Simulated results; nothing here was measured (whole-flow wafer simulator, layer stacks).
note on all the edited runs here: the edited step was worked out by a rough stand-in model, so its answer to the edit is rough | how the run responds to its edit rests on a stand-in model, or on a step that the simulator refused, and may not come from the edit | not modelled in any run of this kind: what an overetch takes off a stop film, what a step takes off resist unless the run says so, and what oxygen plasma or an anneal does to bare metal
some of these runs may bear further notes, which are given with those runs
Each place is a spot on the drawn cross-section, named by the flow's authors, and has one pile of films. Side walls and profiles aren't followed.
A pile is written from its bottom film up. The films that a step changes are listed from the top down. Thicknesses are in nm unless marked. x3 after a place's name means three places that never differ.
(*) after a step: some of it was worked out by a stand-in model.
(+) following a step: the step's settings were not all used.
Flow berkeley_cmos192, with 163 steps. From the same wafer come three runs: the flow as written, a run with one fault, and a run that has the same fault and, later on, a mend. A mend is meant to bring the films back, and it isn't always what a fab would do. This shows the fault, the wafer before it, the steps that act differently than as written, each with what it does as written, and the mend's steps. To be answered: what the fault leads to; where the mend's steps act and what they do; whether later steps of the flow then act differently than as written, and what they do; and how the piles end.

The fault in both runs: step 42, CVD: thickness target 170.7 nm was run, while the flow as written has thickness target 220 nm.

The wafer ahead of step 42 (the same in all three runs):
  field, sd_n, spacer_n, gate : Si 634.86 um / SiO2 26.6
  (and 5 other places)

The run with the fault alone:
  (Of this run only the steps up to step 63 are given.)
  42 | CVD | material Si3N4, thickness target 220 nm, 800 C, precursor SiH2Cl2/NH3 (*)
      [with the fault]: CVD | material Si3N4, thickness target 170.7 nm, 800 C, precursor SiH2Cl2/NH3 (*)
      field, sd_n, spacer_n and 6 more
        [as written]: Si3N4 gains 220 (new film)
        [with the fault]: Si3N4 gains 170.7 (new film)
  Steps further on in the flow that do not act as written (2 other steps are not shown; they differ only slightly, by no more than 2% or 0.5 nm, whichever is larger):
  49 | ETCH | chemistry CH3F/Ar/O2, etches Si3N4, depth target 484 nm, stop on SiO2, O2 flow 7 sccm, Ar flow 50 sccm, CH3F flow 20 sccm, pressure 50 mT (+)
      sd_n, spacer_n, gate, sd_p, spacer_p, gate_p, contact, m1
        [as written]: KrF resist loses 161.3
        [with the fault]: KrF resist loses 128.5
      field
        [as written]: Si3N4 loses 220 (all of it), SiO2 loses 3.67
        [with the fault]: Si3N4 loses 170.7 (all of it), SiO2 loses 3.67
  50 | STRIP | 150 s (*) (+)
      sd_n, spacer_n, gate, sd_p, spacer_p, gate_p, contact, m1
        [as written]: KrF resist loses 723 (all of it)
        [with the fault]: KrF resist loses 755.9 (all of it)
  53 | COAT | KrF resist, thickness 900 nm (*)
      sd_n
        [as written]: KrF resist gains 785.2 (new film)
        [with the fault]: KrF resist gains 810.3 (new film)
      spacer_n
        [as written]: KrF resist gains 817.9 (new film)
        [with the fault]: KrF resist gains 835.3 (new film)
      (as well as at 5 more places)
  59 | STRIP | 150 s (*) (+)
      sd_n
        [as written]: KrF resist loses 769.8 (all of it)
        [with the fault]: KrF resist loses 794.8 (all of it)
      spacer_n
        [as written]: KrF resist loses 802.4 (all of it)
        [with the fault]: KrF resist loses 819.8 (all of it)
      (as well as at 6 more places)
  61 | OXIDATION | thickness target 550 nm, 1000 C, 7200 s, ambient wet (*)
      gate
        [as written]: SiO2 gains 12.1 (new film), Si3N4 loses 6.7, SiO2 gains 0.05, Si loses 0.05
        [with the fault]: SiO2 gains 12.1 (new film), Si3N4 loses 6.7
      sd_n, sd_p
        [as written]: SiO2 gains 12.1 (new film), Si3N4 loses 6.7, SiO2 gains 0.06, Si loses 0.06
        [with the fault]: SiO2 gains 12.1 (new film), Si3N4 loses 6.7, SiO2 gains 0.75, Si loses 0.35
  The piles after step 63 differ from the flow's at sd_n, spacer_n, gate, sd_p, spacer_p, gate_p, contact, m1 by more than 2% or 0.5 nm, whichever is larger.
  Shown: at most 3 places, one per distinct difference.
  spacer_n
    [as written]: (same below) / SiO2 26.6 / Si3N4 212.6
    [with the fault]: (same below) / SiO2 26.6 / Si3N4 163.3
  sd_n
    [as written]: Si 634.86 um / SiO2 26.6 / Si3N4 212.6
    [with the fault]: Si 634.86 um / SiO2 27.3 / Si3N4 163.3
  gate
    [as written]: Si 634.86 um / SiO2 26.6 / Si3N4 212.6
    [with the fault]: Si 634.86 um / SiO2 26.6 / Si3N4 163.3

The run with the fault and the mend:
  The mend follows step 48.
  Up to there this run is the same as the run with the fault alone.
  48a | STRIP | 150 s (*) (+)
      sd_n, spacer_n, gate, sd_p, spacer_p, gate_p, contact, m1
        KrF resist loses 884.4 (all of it)
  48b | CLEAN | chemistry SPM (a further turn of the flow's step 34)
      leaves every film unchanged at each place that is followed
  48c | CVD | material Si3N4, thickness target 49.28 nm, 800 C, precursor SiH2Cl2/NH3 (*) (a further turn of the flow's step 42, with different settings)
      field, sd_n, spacer_n and 6 more
        Si3N4 gains 49.3
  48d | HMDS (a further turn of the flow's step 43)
      leaves every film unchanged at each place that is followed
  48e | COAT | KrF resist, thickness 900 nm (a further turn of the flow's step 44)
      field, sd_n, spacer_n and 6 more
        KrF resist gains 900 (new film)
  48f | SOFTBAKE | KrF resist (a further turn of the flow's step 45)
      leaves every film unchanged at each place that is followed
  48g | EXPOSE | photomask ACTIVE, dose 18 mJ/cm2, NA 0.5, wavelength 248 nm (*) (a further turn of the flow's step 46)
      leaves every film unchanged at each place that is followed
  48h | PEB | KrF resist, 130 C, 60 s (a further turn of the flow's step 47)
      field, sd_n, spacer_n and 6 more
        KrF resist loses 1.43
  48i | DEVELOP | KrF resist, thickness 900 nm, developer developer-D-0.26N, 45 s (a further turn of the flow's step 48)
      sd_n, spacer_n, gate, sd_p, spacer_p, gate_p, contact, m1
        KrF resist loses 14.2
      field
        KrF resist loses 898.6 (all of it)
  None of the later steps of the flow differs from how it acts as written, at any place that is followed, by more than 2% or 0.5 nm, whichever is larger.
  By the end, the piles equal the flow's at every place that both follow.
